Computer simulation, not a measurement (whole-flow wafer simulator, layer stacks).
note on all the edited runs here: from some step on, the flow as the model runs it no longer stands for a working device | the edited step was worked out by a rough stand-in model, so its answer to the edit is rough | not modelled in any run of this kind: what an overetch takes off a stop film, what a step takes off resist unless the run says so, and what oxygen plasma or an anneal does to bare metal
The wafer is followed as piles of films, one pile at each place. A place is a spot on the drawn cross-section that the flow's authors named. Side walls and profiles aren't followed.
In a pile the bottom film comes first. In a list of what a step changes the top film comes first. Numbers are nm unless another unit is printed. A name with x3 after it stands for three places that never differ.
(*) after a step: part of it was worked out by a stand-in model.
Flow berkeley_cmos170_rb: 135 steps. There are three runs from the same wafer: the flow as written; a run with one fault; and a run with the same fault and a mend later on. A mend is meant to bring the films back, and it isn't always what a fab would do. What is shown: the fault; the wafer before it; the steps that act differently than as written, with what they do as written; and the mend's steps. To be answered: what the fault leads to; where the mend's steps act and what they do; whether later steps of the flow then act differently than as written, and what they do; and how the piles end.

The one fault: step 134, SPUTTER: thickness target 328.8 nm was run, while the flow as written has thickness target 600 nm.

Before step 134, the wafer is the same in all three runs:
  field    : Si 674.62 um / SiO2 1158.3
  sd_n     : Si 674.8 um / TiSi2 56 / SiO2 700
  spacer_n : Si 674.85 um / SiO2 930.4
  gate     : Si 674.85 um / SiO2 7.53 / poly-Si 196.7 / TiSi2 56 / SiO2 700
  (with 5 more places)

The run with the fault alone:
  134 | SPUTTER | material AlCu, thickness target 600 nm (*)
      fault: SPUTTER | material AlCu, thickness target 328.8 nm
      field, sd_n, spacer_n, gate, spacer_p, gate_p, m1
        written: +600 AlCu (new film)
        fault: +328.8 AlCu (new film)
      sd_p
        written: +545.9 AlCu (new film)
        fault: +293.4 AlCu (new film)
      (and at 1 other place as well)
  None of the later steps of the flow acts differently than as written at any place that is followed.
  The piles end different from the flow's at field, sd_n, spacer_n and 6 more by more than 2% or 0.5 nm, whichever is larger.
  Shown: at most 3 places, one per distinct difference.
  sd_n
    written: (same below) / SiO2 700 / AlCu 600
    fault: (same below) / SiO2 700 / AlCu 328.8
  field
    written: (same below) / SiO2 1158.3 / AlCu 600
    fault: (same below) / SiO2 1158.3 / AlCu 328.8
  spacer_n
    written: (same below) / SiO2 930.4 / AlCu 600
    fault: (same below) / SiO2 930.4 / AlCu 328.8

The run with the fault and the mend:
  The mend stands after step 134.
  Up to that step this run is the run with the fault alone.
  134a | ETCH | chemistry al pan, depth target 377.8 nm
      field, sd_n, spacer_n, gate, spacer_p, gate_p, m1
        -328.8 AlCu (all of it)
      sd_p
        -293.4 AlCu (all of it)
      contact
        -232 AlCu (all of it)
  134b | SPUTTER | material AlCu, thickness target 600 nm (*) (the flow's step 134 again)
      field, sd_n, spacer_n, gate, spacer_p, gate_p, m1
        +600 AlCu (new film)
      sd_p
        +545.9 AlCu (new film)
      contact
        +415.1 AlCu (new film)
  None of the later steps of the flow acts differently than as written at any place that is followed.
  The piles end the same as the flow's at every place that both follow.
